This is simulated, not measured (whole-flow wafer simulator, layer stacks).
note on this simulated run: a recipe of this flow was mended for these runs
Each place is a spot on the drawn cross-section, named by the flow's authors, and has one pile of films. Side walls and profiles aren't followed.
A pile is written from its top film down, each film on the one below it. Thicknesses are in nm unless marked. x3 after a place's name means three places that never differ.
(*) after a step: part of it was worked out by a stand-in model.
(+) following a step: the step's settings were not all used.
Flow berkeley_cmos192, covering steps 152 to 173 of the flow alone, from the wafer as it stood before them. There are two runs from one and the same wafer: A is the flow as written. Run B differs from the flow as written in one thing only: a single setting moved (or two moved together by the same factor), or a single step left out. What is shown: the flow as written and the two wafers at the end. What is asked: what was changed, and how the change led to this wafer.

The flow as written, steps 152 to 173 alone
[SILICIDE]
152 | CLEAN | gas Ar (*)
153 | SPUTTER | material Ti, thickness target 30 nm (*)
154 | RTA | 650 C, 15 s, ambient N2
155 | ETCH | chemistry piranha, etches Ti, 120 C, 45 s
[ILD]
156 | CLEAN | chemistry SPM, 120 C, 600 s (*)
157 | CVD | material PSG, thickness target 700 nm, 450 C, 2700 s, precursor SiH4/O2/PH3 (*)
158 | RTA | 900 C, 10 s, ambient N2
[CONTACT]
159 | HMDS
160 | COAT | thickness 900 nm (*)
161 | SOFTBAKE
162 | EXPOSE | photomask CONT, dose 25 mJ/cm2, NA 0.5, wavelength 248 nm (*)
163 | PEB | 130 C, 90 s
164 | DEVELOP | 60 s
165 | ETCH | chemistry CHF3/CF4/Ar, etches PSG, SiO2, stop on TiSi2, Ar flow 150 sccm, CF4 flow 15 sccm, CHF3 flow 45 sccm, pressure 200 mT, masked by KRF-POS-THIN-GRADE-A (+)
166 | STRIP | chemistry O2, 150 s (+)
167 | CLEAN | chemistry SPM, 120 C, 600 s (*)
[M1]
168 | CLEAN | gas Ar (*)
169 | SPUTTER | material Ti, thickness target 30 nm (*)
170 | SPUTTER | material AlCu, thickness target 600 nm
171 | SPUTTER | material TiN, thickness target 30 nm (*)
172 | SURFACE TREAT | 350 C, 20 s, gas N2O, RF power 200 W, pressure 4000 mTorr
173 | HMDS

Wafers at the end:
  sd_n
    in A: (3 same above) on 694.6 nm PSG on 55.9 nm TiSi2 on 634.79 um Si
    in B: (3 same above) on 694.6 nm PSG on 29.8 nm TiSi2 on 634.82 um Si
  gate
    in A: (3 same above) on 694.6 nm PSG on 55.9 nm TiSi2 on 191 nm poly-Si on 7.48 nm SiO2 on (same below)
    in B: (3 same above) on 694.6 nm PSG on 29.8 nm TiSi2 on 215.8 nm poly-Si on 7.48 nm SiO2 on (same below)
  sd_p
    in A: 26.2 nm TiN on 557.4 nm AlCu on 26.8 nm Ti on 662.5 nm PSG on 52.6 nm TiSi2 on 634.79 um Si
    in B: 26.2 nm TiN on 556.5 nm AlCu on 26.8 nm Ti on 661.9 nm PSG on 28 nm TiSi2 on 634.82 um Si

Cause: step 153, SPUTTER: thickness target 16 nm was run, while the flow as written has thickness target 30 nm.

The path from the change to this, step by step:
  153 | SPUTTER | material Ti, thickness target 30 nm (*)
      field, sd_n, spacer_n, gate, spacer_p, gate_p, contact, m1: A +30 Ti (new film) | B +16 Ti (new film)
      sd_p: A +28.2 Ti (new film) | B +15 Ti (new film)
  154 | RTA | 650 C, 15 s, ambient N2
      sd_n, contact, m1: A -23.4 Ti, +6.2 TiSi first (new film), +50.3 TiSi2 C49 (new film), -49 Si | B -12.5 Ti, +31.7 TiSi2 C49 (new film), -28.3 Si
      gate, gate_p: A -23.4 Ti, +6.2 TiSi first (new film), +50.3 TiSi2 C49 (new film), -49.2 poly-Si | B -12.5 Ti, +31.7 TiSi2 C49 (new film), -28.4 poly-Si
      (as well as at 1 more place)
  155 | ETCH | chemistry piranha, etches Ti, 120 C, 45 s
      sd_n, gate, gate_p, contact, m1: A -6.6 Ti (all of it), -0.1 TiSi first | B -3.52 Ti (all of it), -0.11 TiSi2 C49
      sd_p: A -6.21 Ti (all of it), -0.1 TiSi first | B -3.31 Ti (all of it), -0.11 TiSi2 C49
      (as well as at 3 more places)
  158 | RTA | 900 C, 10 s, ambient N2
      sd_n, contact, m1: A under 1 film: +55.9 TiSi2 (new film), -6.09 TiSi first (all of it), -50.3 TiSi2 C49 (all of it), -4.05 Si | B under 1 film: +29.8 TiSi2 (new film), -31.6 TiSi2 C49 (all of it)
      gate, gate_p: A under 1 film: +55.9 TiSi2 (new film), -6.09 TiSi first (all of it), -50.3 TiSi2 C49 (all of it), -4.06 poly-Si | B under 1 film: +29.8 TiSi2 (new film), -31.6 TiSi2 C49 (all of it)
      (as well as at 1 more place)
